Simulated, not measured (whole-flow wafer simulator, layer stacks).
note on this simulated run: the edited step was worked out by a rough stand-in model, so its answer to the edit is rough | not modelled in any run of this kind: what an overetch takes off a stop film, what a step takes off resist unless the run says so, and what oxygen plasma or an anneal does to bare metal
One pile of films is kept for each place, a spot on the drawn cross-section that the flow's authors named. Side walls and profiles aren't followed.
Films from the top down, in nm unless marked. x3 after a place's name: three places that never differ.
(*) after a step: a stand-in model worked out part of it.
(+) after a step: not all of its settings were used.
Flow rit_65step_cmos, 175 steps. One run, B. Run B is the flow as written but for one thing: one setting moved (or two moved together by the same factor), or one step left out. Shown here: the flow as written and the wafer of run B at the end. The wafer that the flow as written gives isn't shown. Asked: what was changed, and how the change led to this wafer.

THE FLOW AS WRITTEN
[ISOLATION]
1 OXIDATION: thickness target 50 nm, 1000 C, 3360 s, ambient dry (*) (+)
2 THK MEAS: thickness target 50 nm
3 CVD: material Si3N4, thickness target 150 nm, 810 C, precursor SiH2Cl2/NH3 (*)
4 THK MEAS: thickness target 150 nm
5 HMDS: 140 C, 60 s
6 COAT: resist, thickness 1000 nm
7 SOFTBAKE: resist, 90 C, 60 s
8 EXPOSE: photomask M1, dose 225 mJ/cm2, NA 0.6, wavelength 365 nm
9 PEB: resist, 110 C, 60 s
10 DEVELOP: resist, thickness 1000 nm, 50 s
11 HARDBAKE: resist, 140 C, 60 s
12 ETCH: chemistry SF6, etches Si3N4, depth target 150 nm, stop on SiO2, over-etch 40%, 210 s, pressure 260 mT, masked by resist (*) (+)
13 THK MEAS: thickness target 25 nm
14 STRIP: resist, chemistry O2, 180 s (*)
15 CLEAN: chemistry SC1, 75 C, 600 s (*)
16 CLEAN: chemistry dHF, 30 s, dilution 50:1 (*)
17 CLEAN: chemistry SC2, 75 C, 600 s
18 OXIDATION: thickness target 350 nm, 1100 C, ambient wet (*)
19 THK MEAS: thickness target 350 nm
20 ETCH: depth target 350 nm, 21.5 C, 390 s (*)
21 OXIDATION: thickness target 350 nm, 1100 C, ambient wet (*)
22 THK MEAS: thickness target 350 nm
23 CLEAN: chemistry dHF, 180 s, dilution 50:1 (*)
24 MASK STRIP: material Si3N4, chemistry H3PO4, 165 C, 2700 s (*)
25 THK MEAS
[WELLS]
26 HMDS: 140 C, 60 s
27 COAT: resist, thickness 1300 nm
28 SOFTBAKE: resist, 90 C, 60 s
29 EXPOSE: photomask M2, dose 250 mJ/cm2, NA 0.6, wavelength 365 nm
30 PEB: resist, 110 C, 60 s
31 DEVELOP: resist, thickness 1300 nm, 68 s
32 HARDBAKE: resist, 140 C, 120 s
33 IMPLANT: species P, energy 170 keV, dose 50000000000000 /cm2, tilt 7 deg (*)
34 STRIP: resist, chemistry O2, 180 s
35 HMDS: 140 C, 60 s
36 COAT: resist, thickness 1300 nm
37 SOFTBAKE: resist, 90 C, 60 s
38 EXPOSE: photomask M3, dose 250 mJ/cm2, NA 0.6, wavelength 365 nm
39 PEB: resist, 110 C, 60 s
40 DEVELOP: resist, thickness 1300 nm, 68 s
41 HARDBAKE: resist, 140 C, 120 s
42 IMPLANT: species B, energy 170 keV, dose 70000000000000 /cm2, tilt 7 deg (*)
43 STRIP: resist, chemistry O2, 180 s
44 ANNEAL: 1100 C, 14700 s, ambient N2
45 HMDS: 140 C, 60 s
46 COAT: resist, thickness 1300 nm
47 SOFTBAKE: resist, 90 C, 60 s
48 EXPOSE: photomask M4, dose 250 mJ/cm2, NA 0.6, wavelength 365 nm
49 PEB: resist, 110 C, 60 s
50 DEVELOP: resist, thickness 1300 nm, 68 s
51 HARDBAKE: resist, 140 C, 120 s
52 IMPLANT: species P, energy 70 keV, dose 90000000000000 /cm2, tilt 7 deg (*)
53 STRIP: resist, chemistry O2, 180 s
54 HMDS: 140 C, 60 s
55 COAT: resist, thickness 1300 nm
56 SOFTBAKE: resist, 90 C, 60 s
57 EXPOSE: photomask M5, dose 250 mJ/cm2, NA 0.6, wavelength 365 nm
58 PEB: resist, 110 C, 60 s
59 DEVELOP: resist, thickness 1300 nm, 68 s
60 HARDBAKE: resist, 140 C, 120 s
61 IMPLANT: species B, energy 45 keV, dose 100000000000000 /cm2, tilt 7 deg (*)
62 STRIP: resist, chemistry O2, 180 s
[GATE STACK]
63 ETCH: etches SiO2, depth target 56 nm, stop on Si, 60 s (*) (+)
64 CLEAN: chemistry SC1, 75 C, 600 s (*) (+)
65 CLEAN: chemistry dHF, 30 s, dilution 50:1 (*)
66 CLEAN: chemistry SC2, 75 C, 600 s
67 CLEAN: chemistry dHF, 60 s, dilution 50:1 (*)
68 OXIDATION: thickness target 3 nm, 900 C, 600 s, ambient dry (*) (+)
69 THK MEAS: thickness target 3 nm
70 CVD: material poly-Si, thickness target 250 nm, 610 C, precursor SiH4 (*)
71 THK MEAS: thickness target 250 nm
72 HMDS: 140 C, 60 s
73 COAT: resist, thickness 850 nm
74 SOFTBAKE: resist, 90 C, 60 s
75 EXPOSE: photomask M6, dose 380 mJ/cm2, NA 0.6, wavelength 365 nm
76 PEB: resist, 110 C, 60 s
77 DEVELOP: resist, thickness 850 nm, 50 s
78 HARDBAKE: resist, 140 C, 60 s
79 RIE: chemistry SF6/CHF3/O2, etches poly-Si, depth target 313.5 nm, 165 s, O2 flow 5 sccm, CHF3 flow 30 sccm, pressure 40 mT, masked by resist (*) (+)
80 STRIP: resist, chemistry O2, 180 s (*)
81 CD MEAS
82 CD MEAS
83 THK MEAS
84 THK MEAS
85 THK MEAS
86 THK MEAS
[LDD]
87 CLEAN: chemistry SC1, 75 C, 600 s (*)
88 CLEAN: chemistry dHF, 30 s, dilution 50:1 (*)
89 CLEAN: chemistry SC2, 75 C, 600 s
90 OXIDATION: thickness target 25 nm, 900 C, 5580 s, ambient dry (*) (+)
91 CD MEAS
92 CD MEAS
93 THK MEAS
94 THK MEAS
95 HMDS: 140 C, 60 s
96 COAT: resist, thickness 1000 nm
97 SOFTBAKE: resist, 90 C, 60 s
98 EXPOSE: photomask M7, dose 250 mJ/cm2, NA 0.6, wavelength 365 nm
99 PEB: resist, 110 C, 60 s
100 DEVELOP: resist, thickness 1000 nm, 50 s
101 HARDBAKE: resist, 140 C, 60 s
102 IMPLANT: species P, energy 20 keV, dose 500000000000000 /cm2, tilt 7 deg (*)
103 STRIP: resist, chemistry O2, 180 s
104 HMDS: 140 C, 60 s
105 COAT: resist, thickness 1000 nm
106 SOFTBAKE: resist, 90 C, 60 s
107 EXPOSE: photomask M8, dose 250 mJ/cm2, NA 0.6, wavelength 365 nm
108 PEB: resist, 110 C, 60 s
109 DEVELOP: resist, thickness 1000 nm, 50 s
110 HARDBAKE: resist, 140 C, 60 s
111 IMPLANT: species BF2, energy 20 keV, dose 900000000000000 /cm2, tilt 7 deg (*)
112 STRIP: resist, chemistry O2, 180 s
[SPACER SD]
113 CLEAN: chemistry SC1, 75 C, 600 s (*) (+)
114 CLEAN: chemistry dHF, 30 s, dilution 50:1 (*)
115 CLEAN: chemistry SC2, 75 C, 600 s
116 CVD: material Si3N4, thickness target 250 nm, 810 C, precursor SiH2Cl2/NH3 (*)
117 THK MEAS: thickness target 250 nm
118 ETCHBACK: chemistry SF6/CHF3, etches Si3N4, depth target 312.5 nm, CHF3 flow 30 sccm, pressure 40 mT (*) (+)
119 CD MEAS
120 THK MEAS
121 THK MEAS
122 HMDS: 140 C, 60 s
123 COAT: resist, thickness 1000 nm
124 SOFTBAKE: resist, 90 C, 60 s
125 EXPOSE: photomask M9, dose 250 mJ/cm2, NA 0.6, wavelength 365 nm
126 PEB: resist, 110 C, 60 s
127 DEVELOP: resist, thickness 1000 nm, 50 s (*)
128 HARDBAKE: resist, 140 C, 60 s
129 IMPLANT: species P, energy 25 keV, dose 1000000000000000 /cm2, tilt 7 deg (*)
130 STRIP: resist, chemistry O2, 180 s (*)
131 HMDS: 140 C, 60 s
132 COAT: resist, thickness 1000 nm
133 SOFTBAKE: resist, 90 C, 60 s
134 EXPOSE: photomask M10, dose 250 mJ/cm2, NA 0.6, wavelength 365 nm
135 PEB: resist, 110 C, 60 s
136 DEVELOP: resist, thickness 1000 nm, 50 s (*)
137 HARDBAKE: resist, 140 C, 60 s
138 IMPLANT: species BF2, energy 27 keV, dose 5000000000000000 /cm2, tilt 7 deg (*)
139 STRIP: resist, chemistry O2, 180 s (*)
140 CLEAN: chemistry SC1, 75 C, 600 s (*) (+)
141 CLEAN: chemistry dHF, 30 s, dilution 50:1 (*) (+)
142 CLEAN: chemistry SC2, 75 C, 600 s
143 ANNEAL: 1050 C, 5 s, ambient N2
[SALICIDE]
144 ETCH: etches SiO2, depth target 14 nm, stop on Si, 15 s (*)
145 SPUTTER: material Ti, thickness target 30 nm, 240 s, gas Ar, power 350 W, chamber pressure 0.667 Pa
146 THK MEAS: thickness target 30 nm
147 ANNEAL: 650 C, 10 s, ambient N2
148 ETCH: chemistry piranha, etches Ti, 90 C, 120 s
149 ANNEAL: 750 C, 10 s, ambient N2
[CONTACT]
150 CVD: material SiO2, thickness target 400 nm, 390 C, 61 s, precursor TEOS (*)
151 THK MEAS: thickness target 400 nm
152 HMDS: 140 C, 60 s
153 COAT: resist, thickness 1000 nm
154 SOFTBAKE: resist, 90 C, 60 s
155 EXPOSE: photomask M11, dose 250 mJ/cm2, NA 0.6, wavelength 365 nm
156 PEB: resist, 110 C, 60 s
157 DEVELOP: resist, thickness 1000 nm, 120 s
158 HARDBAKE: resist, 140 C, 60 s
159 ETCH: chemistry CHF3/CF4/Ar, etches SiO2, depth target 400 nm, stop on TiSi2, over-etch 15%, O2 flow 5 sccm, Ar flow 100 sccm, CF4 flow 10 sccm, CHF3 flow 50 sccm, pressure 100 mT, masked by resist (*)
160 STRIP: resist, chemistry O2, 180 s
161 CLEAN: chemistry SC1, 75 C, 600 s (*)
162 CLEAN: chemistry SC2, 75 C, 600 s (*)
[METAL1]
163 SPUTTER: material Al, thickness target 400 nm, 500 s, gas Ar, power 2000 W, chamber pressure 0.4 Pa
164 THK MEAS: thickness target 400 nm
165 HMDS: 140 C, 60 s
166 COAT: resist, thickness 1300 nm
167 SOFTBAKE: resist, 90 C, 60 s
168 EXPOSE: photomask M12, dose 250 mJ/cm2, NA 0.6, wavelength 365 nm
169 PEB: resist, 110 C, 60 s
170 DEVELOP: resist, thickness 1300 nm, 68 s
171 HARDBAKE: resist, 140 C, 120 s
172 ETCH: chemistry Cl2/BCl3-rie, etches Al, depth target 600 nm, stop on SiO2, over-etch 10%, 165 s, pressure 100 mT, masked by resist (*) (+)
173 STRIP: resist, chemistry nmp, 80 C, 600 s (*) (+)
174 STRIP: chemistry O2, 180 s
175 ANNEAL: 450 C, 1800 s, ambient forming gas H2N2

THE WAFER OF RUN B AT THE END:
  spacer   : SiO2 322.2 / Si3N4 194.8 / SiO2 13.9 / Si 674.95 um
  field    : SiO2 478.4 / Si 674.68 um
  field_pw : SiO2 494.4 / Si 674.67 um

The cause: step 172, ETCH: depth target 900 nm was run, where the flow has depth target 600 nm.

How the change led to this, step by step:
  172 ETCH: chemistry Cl2/BCl3-rie, etches Al, depth target 600 nm, stop on SiO2, over-etch 10%, 165 s, pressure 100 mT, masked by resist (*) (+)
      field, field_pw, field_p, spacer, spacer_p: Al -400 (all of it), SiO2 -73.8 (as written it would be: Al -400 (all of it), SiO2 -32.5)
      gate_n, gate_p: Al -396 (all of it), SiO2 -74.3 (as written it would be: Al -396 (all of it), SiO2 -33)
      (and at 1 more place)
